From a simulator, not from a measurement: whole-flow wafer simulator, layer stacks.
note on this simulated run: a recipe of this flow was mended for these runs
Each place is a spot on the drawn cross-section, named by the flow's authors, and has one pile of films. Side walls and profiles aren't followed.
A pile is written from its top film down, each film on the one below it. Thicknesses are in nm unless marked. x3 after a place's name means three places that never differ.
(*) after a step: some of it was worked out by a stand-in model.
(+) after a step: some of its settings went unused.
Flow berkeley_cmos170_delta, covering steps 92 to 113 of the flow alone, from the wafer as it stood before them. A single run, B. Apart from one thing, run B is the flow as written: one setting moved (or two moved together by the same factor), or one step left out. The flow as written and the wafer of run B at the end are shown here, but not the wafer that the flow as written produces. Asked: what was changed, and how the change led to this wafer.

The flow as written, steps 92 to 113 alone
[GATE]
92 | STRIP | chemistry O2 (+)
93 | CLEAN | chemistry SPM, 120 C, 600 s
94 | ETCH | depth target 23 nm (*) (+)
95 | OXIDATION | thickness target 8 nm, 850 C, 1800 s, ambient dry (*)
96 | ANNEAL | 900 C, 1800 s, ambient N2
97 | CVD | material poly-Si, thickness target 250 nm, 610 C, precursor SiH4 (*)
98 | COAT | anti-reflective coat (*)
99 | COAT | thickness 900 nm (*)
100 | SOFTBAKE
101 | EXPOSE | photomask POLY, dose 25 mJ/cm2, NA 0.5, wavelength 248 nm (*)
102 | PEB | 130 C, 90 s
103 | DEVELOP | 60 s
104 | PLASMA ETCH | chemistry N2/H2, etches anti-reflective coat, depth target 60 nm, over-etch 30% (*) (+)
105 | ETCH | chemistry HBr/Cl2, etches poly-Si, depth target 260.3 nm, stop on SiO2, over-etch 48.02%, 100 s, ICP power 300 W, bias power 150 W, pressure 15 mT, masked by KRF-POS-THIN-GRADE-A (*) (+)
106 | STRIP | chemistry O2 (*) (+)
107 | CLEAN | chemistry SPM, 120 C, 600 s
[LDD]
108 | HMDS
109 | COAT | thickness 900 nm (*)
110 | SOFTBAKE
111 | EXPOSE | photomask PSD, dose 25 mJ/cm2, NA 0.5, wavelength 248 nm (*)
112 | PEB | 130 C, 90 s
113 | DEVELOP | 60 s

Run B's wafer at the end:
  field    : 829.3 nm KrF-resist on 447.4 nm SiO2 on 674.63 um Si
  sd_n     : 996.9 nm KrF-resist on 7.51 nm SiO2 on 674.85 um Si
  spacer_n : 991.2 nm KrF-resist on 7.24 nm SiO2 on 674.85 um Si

Cause: step 95, OXIDATION: thickness target 10.88 nm was run, whereas the flow has thickness target 8 nm; step 95, OXIDATION: 2448 s was run, where the flow has 1800 s.

The path from the change to this, step by step:
  95 | OXIDATION | thickness target 8 nm, 850 C, 1800 s, ambient dry (*)
      sd_n, spacer_n, gate, sd_p, spacer_p, gate_p, contact, m1: +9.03 SiO2 (new film), -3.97 Si (as written it would have been: +7.48 SiO2 (new film), -3.29 Si)
